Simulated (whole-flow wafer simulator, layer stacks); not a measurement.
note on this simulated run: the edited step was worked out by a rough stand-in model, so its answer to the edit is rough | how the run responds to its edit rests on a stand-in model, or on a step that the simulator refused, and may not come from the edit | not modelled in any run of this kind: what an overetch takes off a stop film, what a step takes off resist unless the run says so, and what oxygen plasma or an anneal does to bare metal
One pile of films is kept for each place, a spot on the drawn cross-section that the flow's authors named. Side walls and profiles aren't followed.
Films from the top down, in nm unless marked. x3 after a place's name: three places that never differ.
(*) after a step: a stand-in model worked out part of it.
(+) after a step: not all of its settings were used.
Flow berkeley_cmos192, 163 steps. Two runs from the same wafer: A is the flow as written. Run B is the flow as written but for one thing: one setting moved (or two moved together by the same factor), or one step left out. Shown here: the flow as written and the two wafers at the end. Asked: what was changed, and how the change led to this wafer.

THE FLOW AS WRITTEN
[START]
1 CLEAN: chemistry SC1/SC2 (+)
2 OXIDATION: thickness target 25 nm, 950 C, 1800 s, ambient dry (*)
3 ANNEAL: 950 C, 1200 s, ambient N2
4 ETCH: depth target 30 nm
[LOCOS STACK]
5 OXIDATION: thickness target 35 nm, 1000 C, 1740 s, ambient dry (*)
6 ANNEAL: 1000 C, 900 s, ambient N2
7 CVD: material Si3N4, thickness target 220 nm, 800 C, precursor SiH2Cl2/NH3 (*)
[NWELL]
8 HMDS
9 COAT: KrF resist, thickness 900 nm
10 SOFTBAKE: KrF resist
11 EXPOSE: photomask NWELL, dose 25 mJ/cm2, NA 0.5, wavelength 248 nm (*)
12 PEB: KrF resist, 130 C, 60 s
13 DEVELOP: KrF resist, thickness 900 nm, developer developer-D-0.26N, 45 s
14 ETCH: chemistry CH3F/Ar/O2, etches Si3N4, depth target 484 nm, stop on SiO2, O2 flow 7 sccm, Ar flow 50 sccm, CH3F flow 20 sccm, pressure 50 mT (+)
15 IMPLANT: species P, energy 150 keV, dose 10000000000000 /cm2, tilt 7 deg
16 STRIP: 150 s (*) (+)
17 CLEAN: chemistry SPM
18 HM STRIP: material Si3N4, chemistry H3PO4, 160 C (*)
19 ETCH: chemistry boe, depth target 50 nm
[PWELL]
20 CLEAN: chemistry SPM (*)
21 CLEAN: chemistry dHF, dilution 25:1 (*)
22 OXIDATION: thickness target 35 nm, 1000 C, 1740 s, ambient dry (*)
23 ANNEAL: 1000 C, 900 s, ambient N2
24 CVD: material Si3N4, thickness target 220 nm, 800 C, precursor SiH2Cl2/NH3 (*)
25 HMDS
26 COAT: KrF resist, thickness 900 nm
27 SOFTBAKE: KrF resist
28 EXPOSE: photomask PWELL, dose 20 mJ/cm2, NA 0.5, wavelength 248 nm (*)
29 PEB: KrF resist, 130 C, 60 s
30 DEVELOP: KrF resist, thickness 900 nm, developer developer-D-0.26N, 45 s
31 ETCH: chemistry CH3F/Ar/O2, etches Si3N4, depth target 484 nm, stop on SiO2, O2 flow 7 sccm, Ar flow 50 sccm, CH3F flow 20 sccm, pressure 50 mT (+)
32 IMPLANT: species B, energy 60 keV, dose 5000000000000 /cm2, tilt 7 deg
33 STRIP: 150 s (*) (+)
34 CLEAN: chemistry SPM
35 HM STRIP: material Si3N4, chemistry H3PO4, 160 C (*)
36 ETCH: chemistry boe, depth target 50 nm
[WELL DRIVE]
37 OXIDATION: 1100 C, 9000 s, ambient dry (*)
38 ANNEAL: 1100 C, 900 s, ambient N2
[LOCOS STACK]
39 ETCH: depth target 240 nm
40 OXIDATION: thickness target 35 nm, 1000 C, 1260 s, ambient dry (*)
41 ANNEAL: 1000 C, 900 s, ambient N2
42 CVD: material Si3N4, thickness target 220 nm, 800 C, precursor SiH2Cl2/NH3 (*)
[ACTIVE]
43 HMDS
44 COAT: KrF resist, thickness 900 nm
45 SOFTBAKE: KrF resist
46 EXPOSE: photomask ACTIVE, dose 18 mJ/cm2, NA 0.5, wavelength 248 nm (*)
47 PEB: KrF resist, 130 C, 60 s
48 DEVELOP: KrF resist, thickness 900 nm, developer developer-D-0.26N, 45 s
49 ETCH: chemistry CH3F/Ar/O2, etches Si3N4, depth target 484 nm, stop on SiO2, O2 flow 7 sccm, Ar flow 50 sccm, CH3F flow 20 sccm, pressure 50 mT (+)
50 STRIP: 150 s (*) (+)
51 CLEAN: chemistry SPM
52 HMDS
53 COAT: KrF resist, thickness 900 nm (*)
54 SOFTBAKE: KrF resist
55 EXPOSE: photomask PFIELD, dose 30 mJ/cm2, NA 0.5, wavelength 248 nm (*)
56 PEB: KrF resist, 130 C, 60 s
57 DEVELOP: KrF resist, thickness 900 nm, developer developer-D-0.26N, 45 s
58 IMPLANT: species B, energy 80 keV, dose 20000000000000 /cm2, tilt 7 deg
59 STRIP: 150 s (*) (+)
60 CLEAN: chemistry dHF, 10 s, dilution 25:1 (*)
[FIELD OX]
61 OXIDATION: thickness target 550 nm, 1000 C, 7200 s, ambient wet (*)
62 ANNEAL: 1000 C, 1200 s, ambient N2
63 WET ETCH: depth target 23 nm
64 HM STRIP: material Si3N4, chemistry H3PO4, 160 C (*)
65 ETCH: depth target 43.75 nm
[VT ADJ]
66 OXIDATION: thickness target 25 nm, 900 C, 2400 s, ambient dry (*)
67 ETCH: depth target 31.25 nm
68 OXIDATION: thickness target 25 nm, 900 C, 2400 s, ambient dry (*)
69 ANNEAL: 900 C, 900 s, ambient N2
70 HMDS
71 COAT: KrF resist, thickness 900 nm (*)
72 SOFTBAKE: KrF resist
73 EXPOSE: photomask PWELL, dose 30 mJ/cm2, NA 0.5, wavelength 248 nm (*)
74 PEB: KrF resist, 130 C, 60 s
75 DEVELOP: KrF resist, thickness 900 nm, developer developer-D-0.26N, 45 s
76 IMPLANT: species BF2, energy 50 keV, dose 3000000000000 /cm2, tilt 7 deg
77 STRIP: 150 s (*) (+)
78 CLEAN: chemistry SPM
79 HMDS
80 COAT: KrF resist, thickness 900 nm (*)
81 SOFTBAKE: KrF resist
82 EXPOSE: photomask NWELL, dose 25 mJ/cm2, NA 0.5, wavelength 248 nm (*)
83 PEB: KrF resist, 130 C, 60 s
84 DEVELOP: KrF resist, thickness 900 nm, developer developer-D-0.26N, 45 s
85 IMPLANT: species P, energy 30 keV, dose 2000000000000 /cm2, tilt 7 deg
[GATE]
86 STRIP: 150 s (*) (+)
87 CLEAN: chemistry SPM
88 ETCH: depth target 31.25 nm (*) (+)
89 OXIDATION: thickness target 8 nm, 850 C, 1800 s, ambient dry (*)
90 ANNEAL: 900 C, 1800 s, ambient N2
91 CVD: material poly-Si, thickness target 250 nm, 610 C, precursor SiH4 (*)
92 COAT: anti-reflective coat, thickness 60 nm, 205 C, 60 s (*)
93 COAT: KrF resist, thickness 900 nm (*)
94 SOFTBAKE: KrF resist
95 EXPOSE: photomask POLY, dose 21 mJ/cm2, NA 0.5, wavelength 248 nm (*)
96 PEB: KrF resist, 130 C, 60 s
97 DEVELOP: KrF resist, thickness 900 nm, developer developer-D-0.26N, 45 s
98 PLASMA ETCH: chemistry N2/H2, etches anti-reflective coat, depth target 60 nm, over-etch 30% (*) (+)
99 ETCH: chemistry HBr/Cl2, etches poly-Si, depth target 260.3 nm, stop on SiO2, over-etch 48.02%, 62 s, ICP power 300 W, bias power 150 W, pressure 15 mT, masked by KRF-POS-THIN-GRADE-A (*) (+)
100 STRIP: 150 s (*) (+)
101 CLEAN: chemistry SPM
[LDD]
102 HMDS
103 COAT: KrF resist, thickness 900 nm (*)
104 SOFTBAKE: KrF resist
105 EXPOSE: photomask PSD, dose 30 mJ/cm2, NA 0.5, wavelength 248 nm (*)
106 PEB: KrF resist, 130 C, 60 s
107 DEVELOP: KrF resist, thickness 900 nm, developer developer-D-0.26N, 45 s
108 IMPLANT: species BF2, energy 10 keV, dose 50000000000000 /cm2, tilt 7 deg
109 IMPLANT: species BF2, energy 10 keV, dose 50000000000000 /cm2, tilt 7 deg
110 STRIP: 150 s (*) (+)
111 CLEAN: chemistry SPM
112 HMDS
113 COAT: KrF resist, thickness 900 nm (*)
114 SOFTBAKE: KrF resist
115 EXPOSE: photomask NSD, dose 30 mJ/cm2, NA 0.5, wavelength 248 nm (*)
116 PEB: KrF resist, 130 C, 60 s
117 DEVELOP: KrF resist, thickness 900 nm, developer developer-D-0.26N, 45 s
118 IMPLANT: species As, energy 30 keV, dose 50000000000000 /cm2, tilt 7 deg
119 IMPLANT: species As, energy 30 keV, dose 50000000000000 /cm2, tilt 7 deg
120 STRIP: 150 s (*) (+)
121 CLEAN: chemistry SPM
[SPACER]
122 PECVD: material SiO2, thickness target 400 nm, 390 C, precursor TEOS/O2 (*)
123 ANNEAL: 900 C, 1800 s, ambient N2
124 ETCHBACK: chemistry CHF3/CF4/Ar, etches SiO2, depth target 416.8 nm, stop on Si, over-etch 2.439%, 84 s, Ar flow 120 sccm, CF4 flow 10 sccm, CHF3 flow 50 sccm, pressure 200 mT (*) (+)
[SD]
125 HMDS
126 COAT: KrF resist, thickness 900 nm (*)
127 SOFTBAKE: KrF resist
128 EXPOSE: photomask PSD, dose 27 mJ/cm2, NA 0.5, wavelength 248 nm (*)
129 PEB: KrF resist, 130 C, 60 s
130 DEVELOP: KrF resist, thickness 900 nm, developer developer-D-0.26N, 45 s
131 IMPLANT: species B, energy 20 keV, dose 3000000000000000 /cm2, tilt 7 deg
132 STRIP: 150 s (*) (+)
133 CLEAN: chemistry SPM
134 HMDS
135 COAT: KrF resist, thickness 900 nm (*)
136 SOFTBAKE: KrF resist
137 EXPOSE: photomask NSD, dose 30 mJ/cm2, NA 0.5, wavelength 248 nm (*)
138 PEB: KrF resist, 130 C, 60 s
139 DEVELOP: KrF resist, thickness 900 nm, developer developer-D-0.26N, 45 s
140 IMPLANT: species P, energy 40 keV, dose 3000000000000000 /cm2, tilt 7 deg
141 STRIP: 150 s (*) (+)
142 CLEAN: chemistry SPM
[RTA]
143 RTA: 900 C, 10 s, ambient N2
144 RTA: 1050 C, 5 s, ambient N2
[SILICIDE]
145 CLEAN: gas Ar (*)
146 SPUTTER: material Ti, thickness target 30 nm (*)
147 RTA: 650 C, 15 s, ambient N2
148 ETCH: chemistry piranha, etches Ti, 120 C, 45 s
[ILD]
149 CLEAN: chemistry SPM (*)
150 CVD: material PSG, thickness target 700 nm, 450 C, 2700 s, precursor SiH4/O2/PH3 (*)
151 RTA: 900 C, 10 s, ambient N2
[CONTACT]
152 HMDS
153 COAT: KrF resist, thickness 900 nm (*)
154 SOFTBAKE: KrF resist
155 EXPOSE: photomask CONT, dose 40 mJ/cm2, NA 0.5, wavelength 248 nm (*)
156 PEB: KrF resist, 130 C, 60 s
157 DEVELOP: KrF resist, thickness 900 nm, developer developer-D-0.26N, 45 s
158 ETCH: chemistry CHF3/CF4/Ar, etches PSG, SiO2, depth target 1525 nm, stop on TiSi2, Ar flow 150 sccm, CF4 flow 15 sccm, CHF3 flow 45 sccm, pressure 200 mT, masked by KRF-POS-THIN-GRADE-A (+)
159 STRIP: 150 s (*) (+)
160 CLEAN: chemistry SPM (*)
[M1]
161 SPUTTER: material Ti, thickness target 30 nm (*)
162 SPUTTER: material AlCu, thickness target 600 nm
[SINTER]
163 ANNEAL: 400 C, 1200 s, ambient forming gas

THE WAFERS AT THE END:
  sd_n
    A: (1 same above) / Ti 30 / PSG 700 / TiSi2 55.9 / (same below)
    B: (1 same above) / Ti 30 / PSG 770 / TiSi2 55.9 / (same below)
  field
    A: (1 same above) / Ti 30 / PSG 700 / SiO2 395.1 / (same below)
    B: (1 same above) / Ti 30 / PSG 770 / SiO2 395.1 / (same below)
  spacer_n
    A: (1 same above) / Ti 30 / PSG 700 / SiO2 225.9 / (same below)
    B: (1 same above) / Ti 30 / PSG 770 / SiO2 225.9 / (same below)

The cause: step 150, CVD: thickness target 770 nm was run, where the flow has thickness target 700 nm.
It can be read off the wafer: sd_n has PSG 770, and step 150 as written asks for 700 nm.

How the change led to this, step by step:
  150 CVD: material PSG, thickness target 700 nm, 450 C, 2700 s, precursor SiH4/O2/PH3 (*)
      field, sd_n, spacer_n, gate, spacer_p, gate_p, contact, m1: A PSG +700 (new film) | B PSG +770 (new film)
      sd_p: A PSG +665.5 (new film) | B PSG +730.9 (new film)
  158 ETCH: chemistry CHF3/CF4/Ar, etches PSG, SiO2, depth target 1525 nm, stop on TiSi2, Ar flow 150 sccm, CF4 flow 15 sccm, CHF3 flow 45 sccm, pressure 200 mT, masked by KRF-POS-THIN-GRADE-A (+)
      field, sd_n, spacer_n, gate, sd_p, spacer_p, gate_p, m1: A KrF resist -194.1 | B KrF resist -211.6
      contact: A PSG -700 (all of it), TiSi2 -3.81 | B PSG -770 (all of it), TiSi2 -3.81
  159 STRIP: 150 s (*) (+)
      field: A KrF resist -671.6 (all of it) | B KrF resist -654.6 (all of it)
      sd_n: A KrF resist -792.3 (all of it) | B KrF resist -775.2 (all of it)
      (and at 5 more places)
  161 SPUTTER: material Ti, thickness target 30 nm (*)
      contact: A Ti +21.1 (new film) | B Ti +20.3 (new film)
  162 SPUTTER: material AlCu, thickness target 600 nm
      contact: A AlCu +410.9 (new film) | B AlCu +393.9 (new film)
